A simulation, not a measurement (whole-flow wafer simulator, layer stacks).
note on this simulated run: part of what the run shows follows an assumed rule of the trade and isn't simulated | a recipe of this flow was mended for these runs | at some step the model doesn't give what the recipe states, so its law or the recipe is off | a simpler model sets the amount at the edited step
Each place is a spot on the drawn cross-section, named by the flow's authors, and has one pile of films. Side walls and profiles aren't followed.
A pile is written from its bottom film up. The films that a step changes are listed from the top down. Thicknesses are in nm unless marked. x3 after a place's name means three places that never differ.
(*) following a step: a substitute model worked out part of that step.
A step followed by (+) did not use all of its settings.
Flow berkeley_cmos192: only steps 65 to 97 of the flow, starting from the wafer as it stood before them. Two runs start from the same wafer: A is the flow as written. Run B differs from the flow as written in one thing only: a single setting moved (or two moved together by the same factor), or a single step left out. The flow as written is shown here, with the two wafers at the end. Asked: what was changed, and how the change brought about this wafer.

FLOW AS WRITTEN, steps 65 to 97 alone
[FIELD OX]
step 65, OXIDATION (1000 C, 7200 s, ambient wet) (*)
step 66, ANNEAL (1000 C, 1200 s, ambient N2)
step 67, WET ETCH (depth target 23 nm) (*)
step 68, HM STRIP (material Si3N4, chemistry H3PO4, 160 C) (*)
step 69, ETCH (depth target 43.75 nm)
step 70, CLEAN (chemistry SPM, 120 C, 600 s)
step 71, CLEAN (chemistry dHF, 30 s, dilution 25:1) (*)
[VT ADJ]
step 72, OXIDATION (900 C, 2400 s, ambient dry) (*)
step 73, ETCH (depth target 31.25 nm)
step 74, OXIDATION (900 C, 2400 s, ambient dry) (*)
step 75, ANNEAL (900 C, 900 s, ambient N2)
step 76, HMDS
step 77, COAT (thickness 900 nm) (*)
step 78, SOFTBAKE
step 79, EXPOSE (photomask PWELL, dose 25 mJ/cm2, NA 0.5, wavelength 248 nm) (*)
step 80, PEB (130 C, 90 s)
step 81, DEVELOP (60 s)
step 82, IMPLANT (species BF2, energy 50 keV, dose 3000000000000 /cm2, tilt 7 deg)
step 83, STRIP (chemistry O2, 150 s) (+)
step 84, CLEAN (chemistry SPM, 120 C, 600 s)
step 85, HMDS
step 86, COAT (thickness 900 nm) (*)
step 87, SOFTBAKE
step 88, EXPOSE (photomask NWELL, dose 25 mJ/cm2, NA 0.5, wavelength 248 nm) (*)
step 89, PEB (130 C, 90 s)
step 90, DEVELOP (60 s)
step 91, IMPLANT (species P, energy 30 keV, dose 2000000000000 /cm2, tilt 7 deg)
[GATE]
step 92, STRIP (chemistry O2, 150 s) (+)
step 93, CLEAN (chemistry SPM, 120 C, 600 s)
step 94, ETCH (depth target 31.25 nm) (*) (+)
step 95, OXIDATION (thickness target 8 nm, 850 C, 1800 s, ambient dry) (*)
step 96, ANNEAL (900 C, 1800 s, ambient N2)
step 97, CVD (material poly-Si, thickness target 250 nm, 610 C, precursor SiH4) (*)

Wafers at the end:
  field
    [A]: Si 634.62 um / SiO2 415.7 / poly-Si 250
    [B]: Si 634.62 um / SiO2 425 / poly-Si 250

Cause: step 68, HM STRIP: 149 C was run, whereas the flow has 160 C.

How this came from the change, step by step:
  step 68, HM STRIP (material Si3N4, chemistry H3PO4, 160 C) (*)
      sd_n, spacer_n, gate, sd_p, spacer_p, gate_p, contact, m1: A Si3N4 loses 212 (all of it), SiO2 loses 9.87 | B Si3N4 loses 212 (all of it), SiO2 loses 2.95
      field: A SiO2 loses 16.5 | B SiO2 loses 7.15
  step 69, ETCH (depth target 43.75 nm)
      spacer_n, spacer_p, gate_p, contact, m1: A SiO2 loses 16.7 (all of it) | B SiO2 loses 23.6 (all of it)
      sd_n, sd_p: A SiO2 loses 16.8 (all of it) | B SiO2 loses 23.7 (all of it)
      (and at 1 other place as well)
